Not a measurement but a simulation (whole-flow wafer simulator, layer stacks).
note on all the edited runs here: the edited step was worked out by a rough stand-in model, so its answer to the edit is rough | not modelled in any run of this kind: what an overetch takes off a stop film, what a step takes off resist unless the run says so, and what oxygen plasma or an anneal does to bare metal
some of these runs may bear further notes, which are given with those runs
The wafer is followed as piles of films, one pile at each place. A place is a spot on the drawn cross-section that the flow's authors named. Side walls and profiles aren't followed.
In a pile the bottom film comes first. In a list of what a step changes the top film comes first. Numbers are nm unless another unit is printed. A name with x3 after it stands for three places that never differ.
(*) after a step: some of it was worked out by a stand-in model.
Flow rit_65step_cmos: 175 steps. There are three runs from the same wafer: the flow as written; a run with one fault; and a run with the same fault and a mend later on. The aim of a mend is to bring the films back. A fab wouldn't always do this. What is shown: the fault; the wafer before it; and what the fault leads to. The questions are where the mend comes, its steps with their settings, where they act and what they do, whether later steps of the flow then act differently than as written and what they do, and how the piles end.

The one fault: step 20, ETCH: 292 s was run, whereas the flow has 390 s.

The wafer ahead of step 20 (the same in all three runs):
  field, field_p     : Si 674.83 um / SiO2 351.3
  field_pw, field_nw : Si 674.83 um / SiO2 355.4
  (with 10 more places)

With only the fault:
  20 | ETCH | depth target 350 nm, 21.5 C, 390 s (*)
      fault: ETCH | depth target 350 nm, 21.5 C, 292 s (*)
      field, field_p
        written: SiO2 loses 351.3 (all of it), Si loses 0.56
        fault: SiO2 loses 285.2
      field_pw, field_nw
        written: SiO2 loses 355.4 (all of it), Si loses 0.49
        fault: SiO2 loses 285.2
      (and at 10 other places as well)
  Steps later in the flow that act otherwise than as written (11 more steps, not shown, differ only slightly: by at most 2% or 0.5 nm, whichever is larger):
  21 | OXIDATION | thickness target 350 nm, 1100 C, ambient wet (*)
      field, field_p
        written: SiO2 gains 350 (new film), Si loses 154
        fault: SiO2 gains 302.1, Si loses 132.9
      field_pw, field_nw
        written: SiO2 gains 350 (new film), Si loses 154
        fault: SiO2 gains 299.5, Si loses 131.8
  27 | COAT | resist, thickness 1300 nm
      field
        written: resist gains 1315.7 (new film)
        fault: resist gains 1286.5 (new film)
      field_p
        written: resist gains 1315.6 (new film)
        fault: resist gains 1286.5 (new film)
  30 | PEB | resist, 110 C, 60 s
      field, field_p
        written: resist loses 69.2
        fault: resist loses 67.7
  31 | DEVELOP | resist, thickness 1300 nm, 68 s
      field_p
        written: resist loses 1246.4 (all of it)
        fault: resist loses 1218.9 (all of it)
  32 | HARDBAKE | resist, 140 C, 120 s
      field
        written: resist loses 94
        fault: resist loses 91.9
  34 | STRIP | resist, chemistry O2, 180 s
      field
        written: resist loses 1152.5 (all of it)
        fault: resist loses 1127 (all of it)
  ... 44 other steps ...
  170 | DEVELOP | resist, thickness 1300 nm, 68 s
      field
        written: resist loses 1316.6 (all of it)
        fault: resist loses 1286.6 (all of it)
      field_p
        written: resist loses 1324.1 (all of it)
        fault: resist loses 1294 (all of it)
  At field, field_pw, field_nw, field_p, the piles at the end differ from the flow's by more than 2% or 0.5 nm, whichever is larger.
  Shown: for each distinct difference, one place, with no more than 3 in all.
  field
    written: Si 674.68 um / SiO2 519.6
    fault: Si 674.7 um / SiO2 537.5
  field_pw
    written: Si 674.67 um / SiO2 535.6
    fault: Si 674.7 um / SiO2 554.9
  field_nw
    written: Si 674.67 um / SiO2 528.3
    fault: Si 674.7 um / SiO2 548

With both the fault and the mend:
  The mend follows step 20.
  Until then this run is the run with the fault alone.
  20a | ETCH | depth target 350 nm, 21.5 C, 98 s (the flow's step 20 again, with other settings)
      field, field_p
        SiO2 loses 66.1 (all of it)
      field_pw, field_nw
        SiO2 loses 70.2 (all of it)
  None of the later steps of the flow differs from how it acts as written, at any place that is followed, by more than 2% or 0.5 nm, whichever is larger.
  When the end is reached, the piles differ only a little from the flow's at the places that both follow, at most by 2% or 0.5 nm, whichever is larger.
